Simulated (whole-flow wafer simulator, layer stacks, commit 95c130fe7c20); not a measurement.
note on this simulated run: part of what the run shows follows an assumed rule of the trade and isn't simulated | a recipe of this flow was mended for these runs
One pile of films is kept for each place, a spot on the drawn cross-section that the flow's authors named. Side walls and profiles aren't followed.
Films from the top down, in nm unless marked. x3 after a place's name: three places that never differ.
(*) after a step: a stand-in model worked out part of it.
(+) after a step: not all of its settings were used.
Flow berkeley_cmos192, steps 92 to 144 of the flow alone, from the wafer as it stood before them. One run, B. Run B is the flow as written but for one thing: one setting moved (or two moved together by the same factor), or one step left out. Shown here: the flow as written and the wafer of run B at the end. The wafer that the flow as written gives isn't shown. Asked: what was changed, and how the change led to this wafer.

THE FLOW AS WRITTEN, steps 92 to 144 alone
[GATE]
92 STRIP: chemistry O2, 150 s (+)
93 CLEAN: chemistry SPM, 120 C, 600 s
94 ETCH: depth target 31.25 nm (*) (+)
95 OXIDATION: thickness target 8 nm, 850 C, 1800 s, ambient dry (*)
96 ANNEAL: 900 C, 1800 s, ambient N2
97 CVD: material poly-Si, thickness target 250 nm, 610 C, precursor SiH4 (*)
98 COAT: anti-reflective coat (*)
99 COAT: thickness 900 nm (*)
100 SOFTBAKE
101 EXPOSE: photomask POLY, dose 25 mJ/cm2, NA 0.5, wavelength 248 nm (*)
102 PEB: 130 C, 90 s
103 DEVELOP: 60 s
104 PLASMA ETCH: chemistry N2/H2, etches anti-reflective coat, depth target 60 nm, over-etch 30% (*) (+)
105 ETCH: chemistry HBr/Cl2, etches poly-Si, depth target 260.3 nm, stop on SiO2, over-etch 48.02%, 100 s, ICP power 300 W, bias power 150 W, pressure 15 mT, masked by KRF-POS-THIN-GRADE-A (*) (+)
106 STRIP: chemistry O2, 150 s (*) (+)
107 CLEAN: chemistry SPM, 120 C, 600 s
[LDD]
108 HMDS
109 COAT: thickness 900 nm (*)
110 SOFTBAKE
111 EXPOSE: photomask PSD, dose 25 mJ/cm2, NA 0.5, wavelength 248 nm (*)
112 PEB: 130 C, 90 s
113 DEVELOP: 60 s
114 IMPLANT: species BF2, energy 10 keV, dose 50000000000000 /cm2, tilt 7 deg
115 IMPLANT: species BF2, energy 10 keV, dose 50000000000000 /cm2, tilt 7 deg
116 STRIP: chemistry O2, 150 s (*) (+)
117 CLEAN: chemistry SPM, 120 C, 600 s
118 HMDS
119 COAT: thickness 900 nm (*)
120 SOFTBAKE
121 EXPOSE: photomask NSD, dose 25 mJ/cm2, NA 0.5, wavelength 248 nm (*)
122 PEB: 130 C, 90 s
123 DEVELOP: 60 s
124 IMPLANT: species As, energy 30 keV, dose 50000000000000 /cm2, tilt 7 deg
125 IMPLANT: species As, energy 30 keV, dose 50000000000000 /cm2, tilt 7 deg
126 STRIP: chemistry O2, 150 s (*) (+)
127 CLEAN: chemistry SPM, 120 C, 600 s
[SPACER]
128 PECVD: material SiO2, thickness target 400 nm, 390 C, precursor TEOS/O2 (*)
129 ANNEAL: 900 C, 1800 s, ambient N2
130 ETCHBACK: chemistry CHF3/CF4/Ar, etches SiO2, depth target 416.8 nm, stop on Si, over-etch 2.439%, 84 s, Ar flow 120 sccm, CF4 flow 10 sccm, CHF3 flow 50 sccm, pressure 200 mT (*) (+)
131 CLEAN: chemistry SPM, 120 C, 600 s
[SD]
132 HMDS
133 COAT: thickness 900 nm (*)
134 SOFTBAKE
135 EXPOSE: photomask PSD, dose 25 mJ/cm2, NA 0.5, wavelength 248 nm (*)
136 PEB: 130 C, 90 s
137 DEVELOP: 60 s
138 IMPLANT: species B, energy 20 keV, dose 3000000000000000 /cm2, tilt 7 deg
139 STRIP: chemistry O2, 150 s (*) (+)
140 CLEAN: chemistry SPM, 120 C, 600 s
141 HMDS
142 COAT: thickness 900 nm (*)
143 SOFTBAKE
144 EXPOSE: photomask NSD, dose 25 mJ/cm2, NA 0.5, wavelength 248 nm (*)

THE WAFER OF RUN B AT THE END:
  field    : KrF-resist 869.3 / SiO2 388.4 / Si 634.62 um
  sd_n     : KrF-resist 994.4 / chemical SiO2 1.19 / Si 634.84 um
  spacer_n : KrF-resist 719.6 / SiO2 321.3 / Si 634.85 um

The cause: step 97, CVD: thickness target 340 nm was run, where the flow has thickness target 250 nm.

How the change led to this, step by step:
  97 CVD: material poly-Si, thickness target 250 nm, 610 C, precursor SiH4 (*)
      field, sd_n, spacer_n and 6 more: poly-Si +340 (new film) (as written it would be: poly-Si +250 (new film))
  98 COAT: anti-reflective coat (*)
      field: anti-reflective coat +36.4 (new film) (as written it would be: anti-reflective coat +35.6 (new film))
      sd_n: anti-reflective coat +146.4 (new film) (as written it would be: anti-reflective coat +143.3 (new film))
      (and at 1 more place)
  104 PLASMA ETCH: chemistry N2/H2, etches anti-reflective coat, depth target 60 nm, over-etch 30% (*) (+)
      field: anti-reflective coat -36.4 (all of it), poly-Si -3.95 (as written it would be: anti-reflective coat -35.6 (all of it), poly-Si -3.86)
      sd_n: anti-reflective coat -146.4 (all of it), poly-Si -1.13 (as written it would be: anti-reflective coat -143.3 (all of it), poly-Si -1.1)
      (and at 1 more place)
  105 ETCH: chemistry HBr/Cl2, etches poly-Si, depth target 260.3 nm, stop on SiO2, over-etch 48.02%, 100 s, ICP power 300 W, bias power 150 W, pressure 15 mT, masked by KRF-POS-THIN-GRADE-A (*) (+)
      spacer_n, spacer_p: poly-Si -336.1 (all of it), SiO2 -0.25 (as written it would be: poly-Si -246.2 (all of it), SiO2 -1.71)
      field: poly-Si -336.1 (all of it), SiO2 -0.25 (as written it would be: poly-Si -246.1 (all of it), SiO2 -1.71)
      (and at 4 more places)
  109 COAT: thickness 900 nm (*)
      gate: KrF-resist +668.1 (new film) (as written it would be: KrF-resist +743.5 (new film))
      gate_p: KrF-resist +664.4 (new film) (as written it would be: KrF-resist +739.8 (new film))
  113 DEVELOP: 60 s
      gate_p: KrF-resist -663 (all of it) (as written it would be: KrF-resist -738.2 (all of it))
  116 STRIP: chemistry O2, 150 s (*) (+)
      gate: KrF-resist -651.7 (all of it), chemical SiO2 +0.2, poly-Si -0.09 (as written it would be: KrF-resist -727 (all of it), chemical SiO2 +0.2, poly-Si -0.09)
  119 COAT: thickness 900 nm (*)
      gate: KrF-resist +668 (new film) (as written it would be: KrF-resist +743.4 (new film))
      gate_p: KrF-resist +664.3 (new film) (as written it would be: KrF-resist +739.7 (new film))
  123 DEVELOP: 60 s
      gate: KrF-resist -666.6 (all of it) (as written it would be: KrF-resist -741.9 (all of it))
  126 STRIP: chemistry O2, 150 s (*) (+)
      gate_p: KrF-resist -648 (all of it), chemical SiO2 +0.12, poly-Si -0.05 (as written it would be: KrF-resist -723.2 (all of it), chemical SiO2 +0.12, poly-Si -0.05)
  130 ETCHBACK: chemistry CHF3/CF4/Ar, etches SiO2, depth target 416.8 nm, stop on Si, over-etch 2.439%, 84 s, Ar flow 120 sccm, CF4 flow 10 sccm, CHF3 flow 50 sccm, pressure 200 mT (*) (+)
      spacer_n, spacer_p: SiO2 -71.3 (as written it would be: SiO2 -161)
  133 COAT: thickness 900 nm (*)
      spacer_n: KrF-resist +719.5 (new film) (as written it would be: KrF-resist +785.3 (new film))
      gate: KrF-resist +700.4 (new film) (as written it would be: KrF-resist +764.7 (new film))
      (and at 2 more places)
  137 DEVELOP: 60 s
      spacer_p: KrF-resist -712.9 (all of it) (as written it would be: KrF-resist -778.4 (all of it))
      gate_p: KrF-resist -693.7 (all of it) (as written it would be: KrF-resist -757.7 (all of it))
  139 STRIP: chemistry O2, 150 s (*) (+)
      spacer_n: KrF-resist -703 (all of it) (as written it would be: KrF-resist -768.7 (all of it))
      gate: KrF-resist -684 (all of it), chemical SiO2 +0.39, poly-Si -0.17 (as written it would be: KrF-resist -748.1 (all of it), chemical SiO2 +0.39, poly-Si -0.17)
  142 COAT: thickness 900 nm (*)
      spacer_n: KrF-resist +719.6 (new film) (as written it would be: KrF-resist +785.4 (new film))
      gate: KrF-resist +700.3 (new film) (as written it would be: KrF-resist +764.6 (new film))
      (and at 2 more places)
